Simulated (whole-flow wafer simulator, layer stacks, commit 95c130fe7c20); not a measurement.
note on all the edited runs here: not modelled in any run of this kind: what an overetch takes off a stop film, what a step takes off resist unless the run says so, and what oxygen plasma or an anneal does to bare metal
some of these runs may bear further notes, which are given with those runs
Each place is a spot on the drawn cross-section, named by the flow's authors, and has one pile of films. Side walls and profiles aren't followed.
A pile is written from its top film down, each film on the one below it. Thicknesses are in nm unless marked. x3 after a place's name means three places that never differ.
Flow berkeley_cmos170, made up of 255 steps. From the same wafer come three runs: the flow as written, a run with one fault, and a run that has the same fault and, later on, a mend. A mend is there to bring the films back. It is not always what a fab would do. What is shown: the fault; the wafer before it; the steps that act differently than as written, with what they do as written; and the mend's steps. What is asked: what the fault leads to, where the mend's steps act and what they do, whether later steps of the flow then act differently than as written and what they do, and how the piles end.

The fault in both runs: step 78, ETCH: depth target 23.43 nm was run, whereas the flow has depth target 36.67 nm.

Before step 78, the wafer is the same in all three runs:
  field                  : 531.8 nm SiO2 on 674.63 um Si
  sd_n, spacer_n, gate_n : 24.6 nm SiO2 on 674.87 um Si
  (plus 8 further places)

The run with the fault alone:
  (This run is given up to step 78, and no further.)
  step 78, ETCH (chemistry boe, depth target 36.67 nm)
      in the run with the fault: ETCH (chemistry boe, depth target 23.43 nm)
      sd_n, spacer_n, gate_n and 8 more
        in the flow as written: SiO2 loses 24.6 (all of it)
        in the run with the fault: SiO2 loses 23.4
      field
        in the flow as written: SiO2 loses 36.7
        in the run with the fault: SiO2 loses 23.4
  Once step 78 is done, the piles at field, sd_n, spacer_n and 9 more depart from the flow's by more than 2% or 0.5 nm, whichever is larger.
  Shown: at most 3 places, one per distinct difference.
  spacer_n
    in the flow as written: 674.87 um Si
    in the run with the fault: 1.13 nm SiO2 on 674.87 um Si
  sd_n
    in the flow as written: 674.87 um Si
    in the run with the fault: 1.19 nm SiO2 on 674.87 um Si
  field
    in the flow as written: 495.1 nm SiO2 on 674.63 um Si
    in the run with the fault: 508.4 nm SiO2 on 674.63 um Si

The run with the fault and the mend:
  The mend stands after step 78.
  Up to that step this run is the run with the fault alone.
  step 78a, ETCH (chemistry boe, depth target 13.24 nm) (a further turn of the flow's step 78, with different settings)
      spacer_n, gate_n, spacer_p and 6 more
        SiO2 loses 1.13 (all of it)
      sd_n, sd_p
        SiO2 loses 1.19 (all of it)
      field
        SiO2 loses 13.2
  Later steps of the flow that are run all act as written at every place that is followed, up to a difference of at most 2% or 0.5 nm, whichever is larger.
  The piles end the same as the flow's at every place that both follow.
